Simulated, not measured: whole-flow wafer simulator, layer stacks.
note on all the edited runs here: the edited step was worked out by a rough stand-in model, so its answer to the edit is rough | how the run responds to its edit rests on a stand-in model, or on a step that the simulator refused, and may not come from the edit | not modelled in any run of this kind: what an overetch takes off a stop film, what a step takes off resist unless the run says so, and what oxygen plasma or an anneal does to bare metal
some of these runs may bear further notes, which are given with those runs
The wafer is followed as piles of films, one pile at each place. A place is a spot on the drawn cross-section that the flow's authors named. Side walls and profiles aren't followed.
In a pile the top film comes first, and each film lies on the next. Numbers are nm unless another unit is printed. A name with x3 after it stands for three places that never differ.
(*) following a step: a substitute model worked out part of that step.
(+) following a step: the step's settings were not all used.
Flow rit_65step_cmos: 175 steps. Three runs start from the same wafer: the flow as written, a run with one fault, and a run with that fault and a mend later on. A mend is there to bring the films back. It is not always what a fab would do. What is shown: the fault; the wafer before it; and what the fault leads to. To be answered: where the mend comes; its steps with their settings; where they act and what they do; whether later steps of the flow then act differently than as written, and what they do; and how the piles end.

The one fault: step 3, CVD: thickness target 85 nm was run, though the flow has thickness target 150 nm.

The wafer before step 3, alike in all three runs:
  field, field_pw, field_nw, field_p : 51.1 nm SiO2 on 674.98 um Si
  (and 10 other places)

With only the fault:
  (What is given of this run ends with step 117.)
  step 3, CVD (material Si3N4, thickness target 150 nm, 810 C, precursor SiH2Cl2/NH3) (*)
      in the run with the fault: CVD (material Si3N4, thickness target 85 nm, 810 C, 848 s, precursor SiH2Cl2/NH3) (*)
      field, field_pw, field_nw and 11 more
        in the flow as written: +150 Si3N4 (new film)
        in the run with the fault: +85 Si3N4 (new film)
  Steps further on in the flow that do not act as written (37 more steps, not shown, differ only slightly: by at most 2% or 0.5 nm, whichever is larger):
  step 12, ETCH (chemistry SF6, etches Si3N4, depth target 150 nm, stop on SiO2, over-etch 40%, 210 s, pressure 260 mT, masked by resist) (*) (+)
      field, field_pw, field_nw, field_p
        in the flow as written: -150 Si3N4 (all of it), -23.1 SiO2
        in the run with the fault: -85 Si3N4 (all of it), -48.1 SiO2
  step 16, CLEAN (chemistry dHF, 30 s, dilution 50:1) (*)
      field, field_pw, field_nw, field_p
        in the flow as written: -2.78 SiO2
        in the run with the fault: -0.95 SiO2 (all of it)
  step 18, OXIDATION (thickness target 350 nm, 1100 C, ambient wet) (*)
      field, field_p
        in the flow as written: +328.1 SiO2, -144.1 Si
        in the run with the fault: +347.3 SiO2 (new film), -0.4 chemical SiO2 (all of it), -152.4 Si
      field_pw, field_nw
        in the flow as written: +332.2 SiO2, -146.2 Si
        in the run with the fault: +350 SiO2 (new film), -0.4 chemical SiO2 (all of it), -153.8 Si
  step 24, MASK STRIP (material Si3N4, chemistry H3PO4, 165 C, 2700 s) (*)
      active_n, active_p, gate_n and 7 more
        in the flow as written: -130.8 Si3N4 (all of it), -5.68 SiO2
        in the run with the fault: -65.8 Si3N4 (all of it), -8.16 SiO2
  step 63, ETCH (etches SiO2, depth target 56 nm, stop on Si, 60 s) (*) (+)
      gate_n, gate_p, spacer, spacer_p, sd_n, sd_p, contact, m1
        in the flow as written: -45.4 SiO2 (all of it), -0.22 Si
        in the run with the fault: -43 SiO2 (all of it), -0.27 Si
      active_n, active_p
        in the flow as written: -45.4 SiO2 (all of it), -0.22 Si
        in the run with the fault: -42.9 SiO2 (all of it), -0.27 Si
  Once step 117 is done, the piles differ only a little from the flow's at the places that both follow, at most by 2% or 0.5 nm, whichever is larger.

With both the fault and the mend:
  The mend stands after step 11.
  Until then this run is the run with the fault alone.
  step 11a, STRIP (resist, chemistry O2, 180 s) (*)
      active_n, active_p, gate_n and 7 more
        -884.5 resist (all of it)
  step 11b, CLEAN (chemistry SC2, 75 C, 600 s)
      does not change any film at any place that is followed
  step 11c, CVD (material Si3N4, thickness target 65 nm, 810 C, 652 s, precursor SiH2Cl2/NH3) (*) (a further turn of the flow's step 3, with different settings)
      field, field_pw, field_nw and 11 more
        +65 Si3N4
  step 11d, HMDS (140 C, 60 s) (a further turn of the flow's step 5)
      does not change any film at any place that is followed
  step 11e, COAT (resist, thickness 1000 nm) (a further turn of the flow's step 6)
      field, field_pw, field_nw and 11 more
        +1000 resist (new film)
  step 11f, SOFTBAKE (resist, 90 C, 60 s) (a further turn of the flow's step 7)
      does not change any film at any place that is followed
  step 11g, EXPOSE (photomask M1, dose 225 mJ/cm2, NA 0.6, wavelength 365 nm) (a further turn of the flow's step 8)
      does not change any film at any place that is followed
  step 11h, PEB (resist, 110 C, 60 s) (a further turn of the flow's step 9)
      field, field_pw, field_nw and 11 more
        -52 resist
  step 11i, DEVELOP (resist, thickness 1000 nm, 50 s) (a further turn of the flow's step 10)
      field, field_pw, field_nw, field_p
        -948 resist (all of it)
  step 11j, HARDBAKE (resist, 140 C, 60 s) (a further turn of the flow's step 11)
      active_n, active_p, gate_n and 7 more
        -63.5 resist
  Every later step of the flow that is run acts as written at every place that is followed.
  At every place that both follow, the piles at the end match the flow's.
